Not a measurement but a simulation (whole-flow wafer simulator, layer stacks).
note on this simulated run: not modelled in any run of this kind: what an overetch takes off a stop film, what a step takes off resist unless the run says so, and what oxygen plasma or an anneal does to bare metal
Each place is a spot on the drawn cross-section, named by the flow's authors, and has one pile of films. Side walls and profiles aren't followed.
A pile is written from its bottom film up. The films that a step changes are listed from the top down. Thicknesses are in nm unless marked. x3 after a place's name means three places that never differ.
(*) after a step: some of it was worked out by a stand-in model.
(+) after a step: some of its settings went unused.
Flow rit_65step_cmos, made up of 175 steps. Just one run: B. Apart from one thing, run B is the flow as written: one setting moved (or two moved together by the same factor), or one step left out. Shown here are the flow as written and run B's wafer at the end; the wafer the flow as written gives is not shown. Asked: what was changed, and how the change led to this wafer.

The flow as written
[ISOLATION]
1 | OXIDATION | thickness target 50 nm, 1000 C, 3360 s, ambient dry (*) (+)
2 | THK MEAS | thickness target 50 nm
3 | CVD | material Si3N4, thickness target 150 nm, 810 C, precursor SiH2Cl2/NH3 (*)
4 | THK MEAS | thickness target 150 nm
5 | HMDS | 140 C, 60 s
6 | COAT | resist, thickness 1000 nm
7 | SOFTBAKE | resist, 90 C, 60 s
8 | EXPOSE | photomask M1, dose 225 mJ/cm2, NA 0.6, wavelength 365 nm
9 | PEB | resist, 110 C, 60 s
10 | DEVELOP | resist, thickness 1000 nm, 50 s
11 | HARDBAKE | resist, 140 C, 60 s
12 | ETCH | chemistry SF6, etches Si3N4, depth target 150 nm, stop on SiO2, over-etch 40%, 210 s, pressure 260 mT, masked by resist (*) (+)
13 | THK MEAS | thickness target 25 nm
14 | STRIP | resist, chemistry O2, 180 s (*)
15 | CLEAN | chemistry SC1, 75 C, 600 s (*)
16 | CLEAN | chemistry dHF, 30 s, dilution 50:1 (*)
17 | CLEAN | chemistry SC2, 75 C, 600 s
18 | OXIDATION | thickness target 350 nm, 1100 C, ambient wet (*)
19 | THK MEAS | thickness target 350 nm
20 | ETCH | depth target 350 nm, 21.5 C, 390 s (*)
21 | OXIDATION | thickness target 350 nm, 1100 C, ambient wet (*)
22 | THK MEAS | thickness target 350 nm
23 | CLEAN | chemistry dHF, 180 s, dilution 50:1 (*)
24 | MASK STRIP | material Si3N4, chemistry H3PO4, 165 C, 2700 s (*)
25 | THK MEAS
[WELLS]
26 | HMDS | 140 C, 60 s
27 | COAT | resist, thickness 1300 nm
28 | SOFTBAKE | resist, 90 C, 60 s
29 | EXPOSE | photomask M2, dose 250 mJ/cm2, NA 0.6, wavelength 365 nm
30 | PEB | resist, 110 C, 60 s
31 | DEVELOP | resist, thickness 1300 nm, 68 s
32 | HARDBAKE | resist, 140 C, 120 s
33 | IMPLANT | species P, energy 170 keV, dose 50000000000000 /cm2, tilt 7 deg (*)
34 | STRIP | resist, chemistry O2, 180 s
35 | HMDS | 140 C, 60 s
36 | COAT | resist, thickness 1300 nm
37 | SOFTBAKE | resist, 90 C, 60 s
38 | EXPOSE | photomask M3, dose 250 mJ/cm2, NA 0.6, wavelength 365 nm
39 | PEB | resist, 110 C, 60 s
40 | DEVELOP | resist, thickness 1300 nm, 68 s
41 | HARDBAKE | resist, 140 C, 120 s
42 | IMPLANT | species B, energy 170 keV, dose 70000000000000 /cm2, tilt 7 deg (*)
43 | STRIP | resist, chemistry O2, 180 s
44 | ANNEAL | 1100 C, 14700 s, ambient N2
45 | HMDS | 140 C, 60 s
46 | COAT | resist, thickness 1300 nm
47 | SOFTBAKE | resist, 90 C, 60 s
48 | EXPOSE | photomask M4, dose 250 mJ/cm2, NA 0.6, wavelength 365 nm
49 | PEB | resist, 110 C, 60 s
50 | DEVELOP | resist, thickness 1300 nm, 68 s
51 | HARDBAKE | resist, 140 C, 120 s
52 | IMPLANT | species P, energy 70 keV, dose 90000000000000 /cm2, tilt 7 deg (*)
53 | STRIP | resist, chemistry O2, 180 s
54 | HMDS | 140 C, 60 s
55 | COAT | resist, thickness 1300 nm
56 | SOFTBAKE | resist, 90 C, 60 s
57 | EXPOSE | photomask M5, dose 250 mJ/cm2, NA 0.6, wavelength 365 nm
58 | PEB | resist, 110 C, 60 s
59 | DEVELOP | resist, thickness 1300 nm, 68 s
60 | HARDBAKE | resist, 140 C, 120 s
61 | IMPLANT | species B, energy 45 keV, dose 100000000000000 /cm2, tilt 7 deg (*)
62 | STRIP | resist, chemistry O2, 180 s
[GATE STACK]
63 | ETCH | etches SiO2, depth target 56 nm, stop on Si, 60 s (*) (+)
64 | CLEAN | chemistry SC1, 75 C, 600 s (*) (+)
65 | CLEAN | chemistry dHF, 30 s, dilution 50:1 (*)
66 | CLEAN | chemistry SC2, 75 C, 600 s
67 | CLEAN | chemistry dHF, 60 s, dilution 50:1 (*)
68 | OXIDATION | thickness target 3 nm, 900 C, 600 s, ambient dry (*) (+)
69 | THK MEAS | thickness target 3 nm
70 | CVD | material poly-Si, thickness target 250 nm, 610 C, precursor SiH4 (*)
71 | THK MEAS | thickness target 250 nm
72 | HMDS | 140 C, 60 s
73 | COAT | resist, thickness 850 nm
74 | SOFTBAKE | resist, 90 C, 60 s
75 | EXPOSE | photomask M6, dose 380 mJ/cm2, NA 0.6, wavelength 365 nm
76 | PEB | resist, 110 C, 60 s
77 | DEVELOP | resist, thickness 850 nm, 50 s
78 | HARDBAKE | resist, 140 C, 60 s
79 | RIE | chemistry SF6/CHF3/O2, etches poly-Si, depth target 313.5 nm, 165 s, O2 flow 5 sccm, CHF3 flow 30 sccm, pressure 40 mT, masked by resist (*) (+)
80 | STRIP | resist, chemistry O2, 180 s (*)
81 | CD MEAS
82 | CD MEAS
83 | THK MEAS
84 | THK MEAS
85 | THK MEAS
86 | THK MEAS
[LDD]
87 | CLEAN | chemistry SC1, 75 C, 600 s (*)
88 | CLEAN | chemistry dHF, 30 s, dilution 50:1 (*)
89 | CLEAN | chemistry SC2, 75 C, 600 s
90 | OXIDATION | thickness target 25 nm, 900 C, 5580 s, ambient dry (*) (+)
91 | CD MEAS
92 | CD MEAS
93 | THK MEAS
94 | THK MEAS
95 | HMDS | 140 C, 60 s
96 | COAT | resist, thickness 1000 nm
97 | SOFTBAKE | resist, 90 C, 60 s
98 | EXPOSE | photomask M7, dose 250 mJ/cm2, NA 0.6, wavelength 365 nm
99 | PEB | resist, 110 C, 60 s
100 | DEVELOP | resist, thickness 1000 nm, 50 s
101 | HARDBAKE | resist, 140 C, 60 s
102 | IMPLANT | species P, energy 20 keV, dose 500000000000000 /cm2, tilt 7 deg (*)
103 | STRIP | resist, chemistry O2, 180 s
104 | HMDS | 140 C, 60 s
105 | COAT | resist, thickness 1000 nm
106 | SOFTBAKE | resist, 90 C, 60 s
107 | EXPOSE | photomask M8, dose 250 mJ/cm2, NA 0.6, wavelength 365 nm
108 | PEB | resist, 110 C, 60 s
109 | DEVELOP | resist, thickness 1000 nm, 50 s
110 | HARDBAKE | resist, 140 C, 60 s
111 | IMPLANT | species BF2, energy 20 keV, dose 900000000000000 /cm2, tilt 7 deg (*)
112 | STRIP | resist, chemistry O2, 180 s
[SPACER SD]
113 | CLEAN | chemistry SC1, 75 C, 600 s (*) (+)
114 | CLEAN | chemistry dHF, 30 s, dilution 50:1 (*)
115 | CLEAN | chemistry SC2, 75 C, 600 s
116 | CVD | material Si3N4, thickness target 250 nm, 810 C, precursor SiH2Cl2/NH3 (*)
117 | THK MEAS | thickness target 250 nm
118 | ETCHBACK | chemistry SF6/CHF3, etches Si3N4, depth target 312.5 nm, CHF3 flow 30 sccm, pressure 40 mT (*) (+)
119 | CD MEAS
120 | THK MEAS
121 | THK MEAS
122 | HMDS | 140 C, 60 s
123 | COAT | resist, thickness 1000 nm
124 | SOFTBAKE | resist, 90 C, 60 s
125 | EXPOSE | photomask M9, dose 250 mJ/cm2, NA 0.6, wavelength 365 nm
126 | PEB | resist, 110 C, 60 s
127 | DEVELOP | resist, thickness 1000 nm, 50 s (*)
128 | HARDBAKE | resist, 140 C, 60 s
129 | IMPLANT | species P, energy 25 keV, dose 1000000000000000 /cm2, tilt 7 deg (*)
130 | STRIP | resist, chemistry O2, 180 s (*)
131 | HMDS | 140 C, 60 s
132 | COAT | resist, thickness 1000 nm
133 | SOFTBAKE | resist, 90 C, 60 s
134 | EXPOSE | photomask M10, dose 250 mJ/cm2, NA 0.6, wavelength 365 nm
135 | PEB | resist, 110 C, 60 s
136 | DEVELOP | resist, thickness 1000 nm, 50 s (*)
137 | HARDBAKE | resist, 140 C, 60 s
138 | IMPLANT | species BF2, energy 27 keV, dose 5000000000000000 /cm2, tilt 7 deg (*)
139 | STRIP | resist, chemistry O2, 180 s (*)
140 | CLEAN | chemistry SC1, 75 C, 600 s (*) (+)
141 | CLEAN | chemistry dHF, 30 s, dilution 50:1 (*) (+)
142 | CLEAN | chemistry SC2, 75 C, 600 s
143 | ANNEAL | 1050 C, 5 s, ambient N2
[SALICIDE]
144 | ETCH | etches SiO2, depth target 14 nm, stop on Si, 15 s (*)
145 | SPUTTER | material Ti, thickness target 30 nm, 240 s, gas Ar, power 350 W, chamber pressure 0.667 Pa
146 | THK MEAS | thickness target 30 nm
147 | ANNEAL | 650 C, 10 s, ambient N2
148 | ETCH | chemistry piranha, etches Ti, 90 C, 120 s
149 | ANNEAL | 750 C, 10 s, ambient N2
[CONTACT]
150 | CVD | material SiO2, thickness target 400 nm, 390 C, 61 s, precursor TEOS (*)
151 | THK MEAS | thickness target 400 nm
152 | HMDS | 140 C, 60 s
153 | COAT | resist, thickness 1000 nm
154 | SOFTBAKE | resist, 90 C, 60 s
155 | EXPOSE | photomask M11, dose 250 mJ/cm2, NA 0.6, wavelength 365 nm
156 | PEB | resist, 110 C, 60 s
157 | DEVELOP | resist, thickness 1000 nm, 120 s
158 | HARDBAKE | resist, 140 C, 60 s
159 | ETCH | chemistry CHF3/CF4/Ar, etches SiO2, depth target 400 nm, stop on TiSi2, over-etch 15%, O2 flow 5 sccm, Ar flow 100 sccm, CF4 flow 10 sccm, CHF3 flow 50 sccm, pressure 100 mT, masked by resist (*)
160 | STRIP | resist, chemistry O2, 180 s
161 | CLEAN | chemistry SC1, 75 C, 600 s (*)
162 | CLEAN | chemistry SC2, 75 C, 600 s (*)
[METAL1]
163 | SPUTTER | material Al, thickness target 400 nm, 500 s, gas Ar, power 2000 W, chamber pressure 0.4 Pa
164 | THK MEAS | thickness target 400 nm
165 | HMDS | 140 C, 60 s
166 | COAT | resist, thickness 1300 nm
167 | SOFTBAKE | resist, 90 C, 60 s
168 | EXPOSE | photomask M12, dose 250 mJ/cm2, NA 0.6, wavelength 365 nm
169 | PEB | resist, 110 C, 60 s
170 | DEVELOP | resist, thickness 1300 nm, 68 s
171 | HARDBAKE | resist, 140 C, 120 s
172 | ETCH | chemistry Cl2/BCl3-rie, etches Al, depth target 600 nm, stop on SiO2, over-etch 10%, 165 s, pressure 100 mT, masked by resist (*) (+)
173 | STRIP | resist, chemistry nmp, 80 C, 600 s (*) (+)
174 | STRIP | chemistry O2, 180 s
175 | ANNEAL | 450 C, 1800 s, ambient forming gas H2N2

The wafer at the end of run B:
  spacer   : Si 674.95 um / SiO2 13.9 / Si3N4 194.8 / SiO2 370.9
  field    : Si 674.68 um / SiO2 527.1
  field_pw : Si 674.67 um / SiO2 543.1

The reason: step 163, SPUTTER: thickness target 460 nm was run, whereas the flow has thickness target 400 nm.

How this came from the change, step by step:
  163 | SPUTTER | material Al, thickness target 400 nm, 500 s, gas Ar, power 2000 W, chamber pressure 0.4 Pa
      field, field_pw, field_p, spacer, spacer_p: +460 Al (new film) (it would be, as written: +400 Al (new film))
      gate_n, gate_p: +453.2 Al (new film) (it would be, as written: +396 Al (new film))
      (and at 1 other place as well)
  172 | ETCH | chemistry Cl2/BCl3-rie, etches Al, depth target 600 nm, stop on SiO2, over-etch 10%, 165 s, pressure 100 mT, masked by resist (*) (+)
      field, field_pw, field_p, spacer, spacer_p: -460 Al (all of it), -25 SiO2 (it would be, as written: -400 Al (all of it), -32.5 SiO2)
      gate_n, gate_p: -453.2 Al (all of it), -25.9 SiO2 (it would be, as written: -396 Al (all of it), -33 SiO2)
      (and at 1 other place as well)
